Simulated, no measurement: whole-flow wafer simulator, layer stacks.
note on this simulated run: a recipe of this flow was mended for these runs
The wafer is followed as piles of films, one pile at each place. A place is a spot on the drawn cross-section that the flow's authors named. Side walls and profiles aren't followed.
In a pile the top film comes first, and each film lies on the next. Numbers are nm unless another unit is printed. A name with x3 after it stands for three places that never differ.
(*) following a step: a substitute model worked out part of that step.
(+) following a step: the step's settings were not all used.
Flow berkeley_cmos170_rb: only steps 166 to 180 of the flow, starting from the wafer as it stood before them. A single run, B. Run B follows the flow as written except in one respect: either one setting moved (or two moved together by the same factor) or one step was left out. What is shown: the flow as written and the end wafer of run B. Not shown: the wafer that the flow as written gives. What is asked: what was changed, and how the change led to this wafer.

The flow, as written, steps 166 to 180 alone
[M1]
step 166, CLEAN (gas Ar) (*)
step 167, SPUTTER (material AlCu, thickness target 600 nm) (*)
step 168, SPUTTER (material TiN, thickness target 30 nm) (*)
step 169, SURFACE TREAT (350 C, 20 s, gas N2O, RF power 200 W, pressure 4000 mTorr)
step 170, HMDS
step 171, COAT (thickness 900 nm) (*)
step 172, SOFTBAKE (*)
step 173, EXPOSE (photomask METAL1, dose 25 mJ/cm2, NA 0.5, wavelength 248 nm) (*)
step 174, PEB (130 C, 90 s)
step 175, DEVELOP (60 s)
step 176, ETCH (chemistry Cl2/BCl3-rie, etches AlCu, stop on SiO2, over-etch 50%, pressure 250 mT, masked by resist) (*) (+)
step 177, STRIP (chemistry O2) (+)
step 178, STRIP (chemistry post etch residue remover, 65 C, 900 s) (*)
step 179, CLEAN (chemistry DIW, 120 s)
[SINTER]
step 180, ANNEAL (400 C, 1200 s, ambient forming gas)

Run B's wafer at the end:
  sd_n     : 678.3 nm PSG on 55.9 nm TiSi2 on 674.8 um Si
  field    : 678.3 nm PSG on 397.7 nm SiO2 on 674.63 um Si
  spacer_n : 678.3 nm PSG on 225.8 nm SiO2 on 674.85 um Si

What caused this: step 176, ETCH: over-etch 20.6% was run, though the flow has over-etch 50%.

How this came from the change, step by step:
  step 176, ETCH (chemistry Cl2/BCl3-rie, etches AlCu, stop on SiO2, over-etch 50%, pressure 250 mT, masked by resist) (*) (+)
      field, sd_n, spacer_n, gate, spacer_p, gate_p: TiN loses 30 (all of it), AlCu loses 600 (all of it), PSG loses 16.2 (in the flow as written it would be: TiN loses 30 (all of it), AlCu loses 600 (all of it), PSG loses 39.4)
      contact, m1: KrF-resist loses 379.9 (in the flow as written it would be: KrF-resist loses 472.5)
      (and at 1 other place as well)
  step 177, STRIP (chemistry O2) (+)
      contact: KrF-resist loses 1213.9 (all of it) (in the flow as written it would be: KrF-resist loses 1121.3 (all of it))
      m1: KrF-resist loses 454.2 (all of it) (in the flow as written it would be: KrF-resist loses 361.6 (all of it))
